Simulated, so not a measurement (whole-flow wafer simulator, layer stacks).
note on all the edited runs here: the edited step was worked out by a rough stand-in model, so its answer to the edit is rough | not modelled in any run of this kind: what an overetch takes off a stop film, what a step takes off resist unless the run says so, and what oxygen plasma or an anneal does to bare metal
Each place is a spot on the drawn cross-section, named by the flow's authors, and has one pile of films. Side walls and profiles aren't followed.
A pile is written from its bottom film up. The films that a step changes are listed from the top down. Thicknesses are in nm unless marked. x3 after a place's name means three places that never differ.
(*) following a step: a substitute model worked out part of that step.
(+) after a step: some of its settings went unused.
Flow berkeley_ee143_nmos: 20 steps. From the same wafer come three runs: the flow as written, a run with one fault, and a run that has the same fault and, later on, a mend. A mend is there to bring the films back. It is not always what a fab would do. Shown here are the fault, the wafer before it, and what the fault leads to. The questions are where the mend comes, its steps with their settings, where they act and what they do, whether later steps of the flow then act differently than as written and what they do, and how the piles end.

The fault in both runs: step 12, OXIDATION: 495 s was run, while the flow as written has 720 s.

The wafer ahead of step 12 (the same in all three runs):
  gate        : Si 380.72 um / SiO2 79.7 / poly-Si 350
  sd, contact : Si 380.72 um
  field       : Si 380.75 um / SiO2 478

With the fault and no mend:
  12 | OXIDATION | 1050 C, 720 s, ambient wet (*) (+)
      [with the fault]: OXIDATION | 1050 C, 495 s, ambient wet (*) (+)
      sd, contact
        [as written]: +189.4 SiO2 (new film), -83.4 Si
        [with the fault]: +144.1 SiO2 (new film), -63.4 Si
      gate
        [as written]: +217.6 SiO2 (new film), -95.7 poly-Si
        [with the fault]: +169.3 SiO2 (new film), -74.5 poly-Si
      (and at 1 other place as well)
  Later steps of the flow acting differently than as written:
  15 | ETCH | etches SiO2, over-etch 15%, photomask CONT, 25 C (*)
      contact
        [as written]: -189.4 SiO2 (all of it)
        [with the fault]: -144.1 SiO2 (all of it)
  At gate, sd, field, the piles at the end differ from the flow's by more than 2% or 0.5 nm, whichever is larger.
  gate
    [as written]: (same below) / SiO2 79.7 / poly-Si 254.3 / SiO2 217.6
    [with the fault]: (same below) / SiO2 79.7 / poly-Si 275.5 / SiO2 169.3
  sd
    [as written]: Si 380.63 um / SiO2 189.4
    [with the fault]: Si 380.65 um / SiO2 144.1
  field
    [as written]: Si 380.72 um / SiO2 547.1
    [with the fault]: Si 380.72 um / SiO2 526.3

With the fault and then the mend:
  After step 12 comes the mend.
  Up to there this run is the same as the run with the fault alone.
  12a | OXIDATION | 1050 C, 225 s, ambient wet (*) (+) (the flow's step 12, run once more with other settings)
      sd, contact
        +45.3 SiO2, -20 Si
      gate
        +48.3 SiO2, -21.2 poly-Si
      field
        +20.8 SiO2, -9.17 Si
  Later steps of the flow that are run all act as written at every place that is followed.
  By the end, the piles equal the flow's at every place that both follow.
